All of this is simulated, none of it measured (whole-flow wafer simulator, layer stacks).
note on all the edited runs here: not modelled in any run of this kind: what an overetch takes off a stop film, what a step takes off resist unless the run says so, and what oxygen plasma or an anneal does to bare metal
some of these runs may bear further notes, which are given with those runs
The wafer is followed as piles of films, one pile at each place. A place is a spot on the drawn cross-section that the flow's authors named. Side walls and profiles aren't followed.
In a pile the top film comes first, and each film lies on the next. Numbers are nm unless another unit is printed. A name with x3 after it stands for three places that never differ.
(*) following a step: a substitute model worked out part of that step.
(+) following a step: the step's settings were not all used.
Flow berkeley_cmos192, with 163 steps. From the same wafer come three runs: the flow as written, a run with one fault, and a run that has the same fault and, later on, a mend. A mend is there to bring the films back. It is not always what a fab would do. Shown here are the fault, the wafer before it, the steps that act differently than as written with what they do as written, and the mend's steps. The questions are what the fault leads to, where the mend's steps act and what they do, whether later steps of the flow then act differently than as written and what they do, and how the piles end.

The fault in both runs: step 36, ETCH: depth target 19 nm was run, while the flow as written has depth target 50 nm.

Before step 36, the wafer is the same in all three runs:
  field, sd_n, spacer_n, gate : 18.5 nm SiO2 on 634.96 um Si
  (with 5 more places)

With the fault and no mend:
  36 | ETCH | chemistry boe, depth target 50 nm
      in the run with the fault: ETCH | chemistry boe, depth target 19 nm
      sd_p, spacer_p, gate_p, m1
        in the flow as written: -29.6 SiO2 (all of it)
        in the run with the fault: -19 SiO2
  Steps later in the flow that act otherwise than as written (46 other steps are not shown; they differ only slightly, by no more than 2% or 0.5 nm, whichever is larger):
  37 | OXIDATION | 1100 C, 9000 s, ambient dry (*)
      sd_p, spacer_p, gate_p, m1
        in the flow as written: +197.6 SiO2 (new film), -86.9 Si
        in the run with the fault: +189.2 SiO2, -83.2 Si
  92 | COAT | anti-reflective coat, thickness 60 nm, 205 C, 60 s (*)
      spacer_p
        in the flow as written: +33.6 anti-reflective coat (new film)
        in the run with the fault: +34.3 anti-reflective coat (new film)
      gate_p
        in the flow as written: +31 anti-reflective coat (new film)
        in the run with the fault: +31.7 anti-reflective coat (new film)
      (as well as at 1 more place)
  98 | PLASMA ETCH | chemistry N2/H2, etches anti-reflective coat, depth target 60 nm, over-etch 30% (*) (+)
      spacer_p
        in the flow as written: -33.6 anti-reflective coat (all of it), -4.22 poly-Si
        in the run with the fault: -34.3 anti-reflective coat (all of it), -4.2 poly-Si
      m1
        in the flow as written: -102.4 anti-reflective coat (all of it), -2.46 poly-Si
        in the run with the fault: -99.6 anti-reflective coat (all of it), -2.52 poly-Si
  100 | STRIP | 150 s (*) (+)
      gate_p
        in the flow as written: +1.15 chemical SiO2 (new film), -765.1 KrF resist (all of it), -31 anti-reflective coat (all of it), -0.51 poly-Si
        in the run with the fault: +1.15 chemical SiO2 (new film), -762.8 KrF resist (all of it), -31.7 anti-reflective coat (all of it), -0.51 poly-Si
  At the end the piles are close to the flow's at the places that both follow, differing by at most 2% or 0.5 nm, whichever is larger.

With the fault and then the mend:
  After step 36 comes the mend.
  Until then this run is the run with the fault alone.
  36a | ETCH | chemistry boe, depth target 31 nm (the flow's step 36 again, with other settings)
      sd_p, spacer_p, gate_p, m1
        -10.6 SiO2 (all of it)
  Later steps of the flow that are run all act as written at every place that is followed.
  By the end, the piles equal the flow's at every place that both follow.
